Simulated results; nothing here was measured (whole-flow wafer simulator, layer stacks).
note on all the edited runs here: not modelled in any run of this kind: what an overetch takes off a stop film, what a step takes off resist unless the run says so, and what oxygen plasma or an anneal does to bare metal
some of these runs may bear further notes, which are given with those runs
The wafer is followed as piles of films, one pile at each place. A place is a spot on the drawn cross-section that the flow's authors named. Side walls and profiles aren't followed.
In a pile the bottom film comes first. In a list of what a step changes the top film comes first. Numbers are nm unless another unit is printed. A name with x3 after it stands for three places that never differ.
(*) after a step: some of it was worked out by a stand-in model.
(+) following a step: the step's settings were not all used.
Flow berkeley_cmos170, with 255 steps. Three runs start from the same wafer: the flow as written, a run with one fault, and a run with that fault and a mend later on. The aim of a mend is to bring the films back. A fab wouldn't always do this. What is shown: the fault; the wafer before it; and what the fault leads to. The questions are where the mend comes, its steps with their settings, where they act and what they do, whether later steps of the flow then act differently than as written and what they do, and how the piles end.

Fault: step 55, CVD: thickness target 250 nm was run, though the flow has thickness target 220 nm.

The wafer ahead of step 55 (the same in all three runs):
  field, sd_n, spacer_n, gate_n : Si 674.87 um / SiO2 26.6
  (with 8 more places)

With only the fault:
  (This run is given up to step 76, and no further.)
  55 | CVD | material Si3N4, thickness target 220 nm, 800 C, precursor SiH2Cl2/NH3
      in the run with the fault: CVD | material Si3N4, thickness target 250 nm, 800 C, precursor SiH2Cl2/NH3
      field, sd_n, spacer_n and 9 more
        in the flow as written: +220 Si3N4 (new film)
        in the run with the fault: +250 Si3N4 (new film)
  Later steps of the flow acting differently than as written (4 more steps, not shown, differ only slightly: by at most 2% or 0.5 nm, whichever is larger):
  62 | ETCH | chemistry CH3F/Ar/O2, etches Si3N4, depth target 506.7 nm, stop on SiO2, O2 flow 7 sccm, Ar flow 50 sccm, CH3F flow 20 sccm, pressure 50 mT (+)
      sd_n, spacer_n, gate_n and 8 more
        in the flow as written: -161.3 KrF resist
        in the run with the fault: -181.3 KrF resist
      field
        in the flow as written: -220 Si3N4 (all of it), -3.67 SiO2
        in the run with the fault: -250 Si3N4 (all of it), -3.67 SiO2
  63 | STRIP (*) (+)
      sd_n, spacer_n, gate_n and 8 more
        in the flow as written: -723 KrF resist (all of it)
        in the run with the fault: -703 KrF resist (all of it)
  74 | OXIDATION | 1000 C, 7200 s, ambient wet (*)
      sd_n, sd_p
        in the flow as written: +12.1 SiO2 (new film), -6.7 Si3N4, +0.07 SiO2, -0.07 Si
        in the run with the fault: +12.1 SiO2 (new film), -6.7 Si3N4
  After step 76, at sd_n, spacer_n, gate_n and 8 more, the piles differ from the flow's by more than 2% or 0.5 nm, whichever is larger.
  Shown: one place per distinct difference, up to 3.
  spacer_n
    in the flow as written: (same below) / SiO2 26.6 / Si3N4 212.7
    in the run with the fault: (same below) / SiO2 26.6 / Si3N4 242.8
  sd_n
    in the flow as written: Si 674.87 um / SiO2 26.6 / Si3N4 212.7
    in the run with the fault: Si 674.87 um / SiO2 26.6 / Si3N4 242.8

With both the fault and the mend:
  The mend follows step 55.
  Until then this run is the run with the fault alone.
  55a | ETCH | chemistry h3po4, depth target 30 nm
      field, sd_n, spacer_n and 9 more
        -30 Si3N4
  Every later step of the flow that is run acts as written at every place that is followed.
  At every place that both follow, the piles at the end match the flow's.
